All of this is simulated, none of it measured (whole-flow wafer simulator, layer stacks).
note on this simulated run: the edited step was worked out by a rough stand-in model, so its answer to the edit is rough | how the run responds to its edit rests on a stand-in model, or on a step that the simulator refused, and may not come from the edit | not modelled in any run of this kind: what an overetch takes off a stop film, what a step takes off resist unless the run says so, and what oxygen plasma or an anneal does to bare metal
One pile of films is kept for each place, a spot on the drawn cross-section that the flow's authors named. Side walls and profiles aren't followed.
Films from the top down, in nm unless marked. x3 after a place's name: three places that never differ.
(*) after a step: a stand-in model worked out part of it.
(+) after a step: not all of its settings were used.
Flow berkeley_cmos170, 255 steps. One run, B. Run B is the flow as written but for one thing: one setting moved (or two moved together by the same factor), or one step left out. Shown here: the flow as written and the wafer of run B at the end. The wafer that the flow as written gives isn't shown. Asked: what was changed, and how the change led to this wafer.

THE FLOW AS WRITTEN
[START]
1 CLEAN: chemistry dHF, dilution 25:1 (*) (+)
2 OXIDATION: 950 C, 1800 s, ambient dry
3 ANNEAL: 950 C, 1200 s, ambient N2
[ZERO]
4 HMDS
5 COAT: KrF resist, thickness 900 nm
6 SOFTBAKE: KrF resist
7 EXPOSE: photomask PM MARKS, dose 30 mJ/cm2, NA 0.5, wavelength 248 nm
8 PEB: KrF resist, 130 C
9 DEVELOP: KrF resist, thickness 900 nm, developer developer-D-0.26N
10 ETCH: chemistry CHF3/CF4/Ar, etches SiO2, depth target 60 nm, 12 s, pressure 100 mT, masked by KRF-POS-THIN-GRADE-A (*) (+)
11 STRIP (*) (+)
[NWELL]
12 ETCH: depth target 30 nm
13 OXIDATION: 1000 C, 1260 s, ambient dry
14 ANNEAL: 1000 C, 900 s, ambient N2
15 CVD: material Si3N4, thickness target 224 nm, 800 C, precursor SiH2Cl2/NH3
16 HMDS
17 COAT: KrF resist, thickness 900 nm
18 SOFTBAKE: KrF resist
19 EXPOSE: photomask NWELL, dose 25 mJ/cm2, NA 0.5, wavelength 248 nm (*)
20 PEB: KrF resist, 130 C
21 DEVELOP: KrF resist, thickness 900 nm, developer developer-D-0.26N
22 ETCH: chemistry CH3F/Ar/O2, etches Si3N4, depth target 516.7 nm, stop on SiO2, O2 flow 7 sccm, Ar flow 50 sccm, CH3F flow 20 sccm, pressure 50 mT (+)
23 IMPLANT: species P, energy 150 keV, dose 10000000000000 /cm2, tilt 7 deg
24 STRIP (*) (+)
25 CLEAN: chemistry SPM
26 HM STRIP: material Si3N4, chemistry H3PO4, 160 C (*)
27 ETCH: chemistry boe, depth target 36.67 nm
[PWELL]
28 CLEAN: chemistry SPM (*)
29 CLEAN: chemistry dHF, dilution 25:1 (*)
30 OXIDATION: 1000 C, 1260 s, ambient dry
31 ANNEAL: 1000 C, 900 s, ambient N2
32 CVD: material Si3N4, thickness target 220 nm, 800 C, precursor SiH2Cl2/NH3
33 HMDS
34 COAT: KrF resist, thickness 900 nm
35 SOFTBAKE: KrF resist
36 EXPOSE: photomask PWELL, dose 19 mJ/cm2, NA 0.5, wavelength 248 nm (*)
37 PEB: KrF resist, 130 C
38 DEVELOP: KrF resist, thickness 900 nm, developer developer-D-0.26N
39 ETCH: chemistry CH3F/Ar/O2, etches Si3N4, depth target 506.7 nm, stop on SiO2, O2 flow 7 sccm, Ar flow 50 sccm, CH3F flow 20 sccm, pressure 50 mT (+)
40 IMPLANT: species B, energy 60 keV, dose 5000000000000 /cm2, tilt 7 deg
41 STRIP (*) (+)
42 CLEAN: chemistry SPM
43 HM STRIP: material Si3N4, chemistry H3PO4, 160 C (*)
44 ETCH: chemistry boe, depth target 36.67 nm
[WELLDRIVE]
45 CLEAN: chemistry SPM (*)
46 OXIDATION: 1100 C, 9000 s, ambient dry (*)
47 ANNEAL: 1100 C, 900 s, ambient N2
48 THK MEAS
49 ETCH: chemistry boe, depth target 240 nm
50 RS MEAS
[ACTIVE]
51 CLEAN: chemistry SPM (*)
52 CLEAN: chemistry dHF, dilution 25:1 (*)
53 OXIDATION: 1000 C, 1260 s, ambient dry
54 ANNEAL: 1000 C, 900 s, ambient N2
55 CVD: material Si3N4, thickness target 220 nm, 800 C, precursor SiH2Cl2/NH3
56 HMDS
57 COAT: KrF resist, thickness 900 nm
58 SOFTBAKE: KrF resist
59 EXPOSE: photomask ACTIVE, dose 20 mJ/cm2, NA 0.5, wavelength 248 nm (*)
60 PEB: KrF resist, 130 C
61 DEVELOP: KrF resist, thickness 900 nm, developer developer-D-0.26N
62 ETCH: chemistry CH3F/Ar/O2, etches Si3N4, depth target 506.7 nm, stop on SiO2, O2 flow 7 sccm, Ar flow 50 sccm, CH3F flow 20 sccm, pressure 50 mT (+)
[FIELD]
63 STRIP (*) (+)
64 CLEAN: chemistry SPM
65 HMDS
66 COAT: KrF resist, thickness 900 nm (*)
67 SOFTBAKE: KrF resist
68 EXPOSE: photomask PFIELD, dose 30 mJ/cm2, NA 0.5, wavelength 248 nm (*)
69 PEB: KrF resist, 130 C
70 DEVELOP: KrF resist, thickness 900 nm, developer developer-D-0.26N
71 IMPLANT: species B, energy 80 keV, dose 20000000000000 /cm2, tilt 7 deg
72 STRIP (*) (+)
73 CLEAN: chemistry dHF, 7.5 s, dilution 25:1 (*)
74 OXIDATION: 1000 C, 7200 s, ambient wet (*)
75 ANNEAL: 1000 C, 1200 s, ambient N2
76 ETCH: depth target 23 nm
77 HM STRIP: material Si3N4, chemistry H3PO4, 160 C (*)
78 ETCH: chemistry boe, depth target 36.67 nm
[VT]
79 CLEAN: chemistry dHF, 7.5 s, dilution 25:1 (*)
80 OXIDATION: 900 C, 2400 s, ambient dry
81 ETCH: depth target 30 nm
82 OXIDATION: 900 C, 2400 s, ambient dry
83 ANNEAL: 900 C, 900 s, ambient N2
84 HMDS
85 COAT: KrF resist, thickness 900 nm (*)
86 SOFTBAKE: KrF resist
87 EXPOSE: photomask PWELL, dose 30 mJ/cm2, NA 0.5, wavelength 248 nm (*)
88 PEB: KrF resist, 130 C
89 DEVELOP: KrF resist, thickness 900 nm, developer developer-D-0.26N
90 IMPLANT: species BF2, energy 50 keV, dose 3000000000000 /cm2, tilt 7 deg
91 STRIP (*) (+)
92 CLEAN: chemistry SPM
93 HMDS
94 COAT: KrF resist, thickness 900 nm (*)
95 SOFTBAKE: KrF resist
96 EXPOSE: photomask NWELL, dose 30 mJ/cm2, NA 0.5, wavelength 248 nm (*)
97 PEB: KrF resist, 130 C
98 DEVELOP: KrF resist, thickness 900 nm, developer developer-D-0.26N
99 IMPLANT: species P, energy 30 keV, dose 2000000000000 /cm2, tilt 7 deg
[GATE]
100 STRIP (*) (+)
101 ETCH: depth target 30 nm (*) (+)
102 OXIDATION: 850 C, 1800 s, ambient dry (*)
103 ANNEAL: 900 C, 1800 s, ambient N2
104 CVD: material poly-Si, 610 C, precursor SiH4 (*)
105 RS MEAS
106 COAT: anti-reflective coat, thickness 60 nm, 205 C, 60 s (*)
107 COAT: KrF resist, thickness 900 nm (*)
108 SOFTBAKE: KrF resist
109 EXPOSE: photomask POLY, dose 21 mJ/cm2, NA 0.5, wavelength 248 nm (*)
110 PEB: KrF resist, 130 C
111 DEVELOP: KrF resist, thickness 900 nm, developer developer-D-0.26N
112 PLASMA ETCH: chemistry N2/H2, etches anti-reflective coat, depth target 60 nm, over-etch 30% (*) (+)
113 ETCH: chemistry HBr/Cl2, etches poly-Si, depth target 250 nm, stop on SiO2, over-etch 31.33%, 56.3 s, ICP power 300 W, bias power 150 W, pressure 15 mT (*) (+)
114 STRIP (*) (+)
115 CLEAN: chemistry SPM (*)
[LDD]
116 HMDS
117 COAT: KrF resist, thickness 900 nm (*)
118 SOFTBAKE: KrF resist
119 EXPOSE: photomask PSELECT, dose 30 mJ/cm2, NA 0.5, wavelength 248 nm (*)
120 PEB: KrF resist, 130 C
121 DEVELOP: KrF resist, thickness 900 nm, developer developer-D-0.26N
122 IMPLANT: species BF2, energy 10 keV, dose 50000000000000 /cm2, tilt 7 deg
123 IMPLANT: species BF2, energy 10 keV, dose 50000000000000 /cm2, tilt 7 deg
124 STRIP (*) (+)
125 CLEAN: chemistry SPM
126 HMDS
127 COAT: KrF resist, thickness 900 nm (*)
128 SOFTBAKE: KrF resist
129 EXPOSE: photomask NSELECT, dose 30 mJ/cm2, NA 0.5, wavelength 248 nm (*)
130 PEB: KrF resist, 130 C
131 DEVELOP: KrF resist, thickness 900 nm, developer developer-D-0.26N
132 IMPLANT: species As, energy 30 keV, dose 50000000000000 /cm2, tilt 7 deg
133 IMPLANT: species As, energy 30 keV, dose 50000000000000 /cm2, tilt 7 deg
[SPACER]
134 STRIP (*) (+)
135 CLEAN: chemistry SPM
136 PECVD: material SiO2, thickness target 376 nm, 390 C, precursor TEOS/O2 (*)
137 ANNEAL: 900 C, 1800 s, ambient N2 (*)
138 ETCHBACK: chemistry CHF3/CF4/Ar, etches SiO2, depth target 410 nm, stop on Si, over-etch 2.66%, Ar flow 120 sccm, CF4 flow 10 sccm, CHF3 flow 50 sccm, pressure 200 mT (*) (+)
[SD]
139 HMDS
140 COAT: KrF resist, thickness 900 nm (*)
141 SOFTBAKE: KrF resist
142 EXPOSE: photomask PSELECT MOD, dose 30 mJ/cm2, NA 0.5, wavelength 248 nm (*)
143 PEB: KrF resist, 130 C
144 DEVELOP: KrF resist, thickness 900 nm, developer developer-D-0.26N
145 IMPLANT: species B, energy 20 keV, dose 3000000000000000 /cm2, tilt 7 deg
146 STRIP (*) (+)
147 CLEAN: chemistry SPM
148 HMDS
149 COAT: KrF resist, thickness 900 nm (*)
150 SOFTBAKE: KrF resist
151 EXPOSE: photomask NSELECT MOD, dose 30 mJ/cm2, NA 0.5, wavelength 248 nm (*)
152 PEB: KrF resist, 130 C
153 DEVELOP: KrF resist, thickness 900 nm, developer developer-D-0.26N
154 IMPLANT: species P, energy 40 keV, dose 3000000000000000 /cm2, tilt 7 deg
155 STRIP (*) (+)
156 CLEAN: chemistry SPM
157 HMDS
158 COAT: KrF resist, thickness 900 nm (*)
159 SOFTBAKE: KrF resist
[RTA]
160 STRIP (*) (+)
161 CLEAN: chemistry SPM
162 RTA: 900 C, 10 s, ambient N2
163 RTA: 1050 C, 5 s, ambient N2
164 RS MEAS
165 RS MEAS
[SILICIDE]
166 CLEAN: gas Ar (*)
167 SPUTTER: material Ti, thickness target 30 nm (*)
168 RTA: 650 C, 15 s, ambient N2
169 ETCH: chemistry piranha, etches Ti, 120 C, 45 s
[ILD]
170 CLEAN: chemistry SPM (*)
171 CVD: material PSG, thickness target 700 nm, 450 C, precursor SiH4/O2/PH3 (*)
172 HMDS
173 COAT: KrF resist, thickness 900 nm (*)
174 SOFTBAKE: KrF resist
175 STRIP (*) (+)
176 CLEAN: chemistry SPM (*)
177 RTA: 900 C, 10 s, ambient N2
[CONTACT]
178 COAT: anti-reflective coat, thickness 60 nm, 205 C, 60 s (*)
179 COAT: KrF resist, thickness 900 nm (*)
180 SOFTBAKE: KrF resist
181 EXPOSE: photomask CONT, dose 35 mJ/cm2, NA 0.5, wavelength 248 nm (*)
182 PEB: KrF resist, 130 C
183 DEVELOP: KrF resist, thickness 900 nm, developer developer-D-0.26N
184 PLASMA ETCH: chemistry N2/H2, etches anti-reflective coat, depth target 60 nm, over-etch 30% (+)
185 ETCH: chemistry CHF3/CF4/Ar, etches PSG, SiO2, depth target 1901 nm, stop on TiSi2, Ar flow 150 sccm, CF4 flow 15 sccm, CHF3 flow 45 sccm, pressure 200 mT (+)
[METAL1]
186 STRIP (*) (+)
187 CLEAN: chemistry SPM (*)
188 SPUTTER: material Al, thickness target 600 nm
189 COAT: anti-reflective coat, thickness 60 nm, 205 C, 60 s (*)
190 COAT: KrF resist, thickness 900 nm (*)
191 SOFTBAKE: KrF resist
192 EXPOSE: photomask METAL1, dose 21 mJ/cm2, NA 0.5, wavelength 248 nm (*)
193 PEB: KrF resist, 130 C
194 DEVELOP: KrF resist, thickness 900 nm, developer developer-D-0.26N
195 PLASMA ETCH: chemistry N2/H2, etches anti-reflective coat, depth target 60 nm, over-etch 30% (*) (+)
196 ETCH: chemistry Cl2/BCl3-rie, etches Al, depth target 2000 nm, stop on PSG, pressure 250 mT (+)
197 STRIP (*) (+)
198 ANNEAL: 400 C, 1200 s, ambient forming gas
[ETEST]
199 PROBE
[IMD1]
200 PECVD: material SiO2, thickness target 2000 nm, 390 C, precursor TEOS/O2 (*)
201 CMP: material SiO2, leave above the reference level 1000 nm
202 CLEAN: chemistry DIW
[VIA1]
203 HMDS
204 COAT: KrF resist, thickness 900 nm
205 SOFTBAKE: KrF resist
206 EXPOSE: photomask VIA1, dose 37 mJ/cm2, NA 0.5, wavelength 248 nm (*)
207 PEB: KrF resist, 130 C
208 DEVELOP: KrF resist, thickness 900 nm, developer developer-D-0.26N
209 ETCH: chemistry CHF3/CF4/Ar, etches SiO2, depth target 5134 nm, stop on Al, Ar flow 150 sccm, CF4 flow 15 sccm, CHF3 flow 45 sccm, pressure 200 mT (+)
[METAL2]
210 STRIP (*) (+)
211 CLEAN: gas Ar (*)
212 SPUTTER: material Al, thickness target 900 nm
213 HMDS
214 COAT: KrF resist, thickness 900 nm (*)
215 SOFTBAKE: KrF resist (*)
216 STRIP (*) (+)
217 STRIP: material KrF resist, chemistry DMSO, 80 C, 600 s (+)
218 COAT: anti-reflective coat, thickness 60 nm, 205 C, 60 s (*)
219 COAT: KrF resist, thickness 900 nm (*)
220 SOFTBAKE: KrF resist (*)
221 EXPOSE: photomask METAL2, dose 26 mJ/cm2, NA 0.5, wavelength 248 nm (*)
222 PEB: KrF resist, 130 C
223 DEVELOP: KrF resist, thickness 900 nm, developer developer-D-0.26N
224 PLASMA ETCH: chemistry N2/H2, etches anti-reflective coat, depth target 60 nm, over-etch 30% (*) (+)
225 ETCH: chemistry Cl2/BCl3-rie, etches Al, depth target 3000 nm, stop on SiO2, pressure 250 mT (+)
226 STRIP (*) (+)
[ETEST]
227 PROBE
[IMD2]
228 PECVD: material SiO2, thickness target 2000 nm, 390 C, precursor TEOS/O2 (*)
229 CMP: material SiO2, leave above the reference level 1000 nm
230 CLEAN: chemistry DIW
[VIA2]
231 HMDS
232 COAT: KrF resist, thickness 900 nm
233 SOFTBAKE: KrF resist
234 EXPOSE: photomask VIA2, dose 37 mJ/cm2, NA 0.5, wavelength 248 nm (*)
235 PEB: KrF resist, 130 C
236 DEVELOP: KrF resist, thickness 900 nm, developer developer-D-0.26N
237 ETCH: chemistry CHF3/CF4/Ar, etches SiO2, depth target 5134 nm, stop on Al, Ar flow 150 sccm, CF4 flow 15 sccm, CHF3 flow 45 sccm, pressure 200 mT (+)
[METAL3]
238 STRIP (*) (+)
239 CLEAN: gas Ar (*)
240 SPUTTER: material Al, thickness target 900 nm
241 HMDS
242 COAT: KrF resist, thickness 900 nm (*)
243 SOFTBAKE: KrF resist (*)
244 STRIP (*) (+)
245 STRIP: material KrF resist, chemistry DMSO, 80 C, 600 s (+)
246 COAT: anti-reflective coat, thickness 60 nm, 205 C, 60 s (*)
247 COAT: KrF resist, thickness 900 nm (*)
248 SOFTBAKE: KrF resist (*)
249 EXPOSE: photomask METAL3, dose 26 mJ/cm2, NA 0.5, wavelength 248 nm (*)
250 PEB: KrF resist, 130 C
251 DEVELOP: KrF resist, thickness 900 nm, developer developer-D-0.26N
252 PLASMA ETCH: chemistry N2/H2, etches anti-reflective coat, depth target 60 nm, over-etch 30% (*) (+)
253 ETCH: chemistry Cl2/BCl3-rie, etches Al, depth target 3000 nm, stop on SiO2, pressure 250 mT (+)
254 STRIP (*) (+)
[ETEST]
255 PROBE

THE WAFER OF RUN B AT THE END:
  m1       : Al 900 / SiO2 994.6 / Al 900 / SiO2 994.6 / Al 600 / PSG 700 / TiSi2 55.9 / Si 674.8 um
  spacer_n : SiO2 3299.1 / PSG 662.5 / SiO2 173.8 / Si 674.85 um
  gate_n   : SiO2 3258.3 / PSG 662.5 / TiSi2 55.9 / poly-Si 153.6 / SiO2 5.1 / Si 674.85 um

The cause: step 102, OXIDATION: 900 s was run, where the flow has 1800 s.

How the change led to this, step by step:
  102 OXIDATION: 850 C, 1800 s, ambient dry (*)
      sd_n, spacer_n, gate_n and 8 more: SiO2 +5.1 (new film), Si -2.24 (as written it would be: SiO2 +7.48 (new film), Si -3.29)
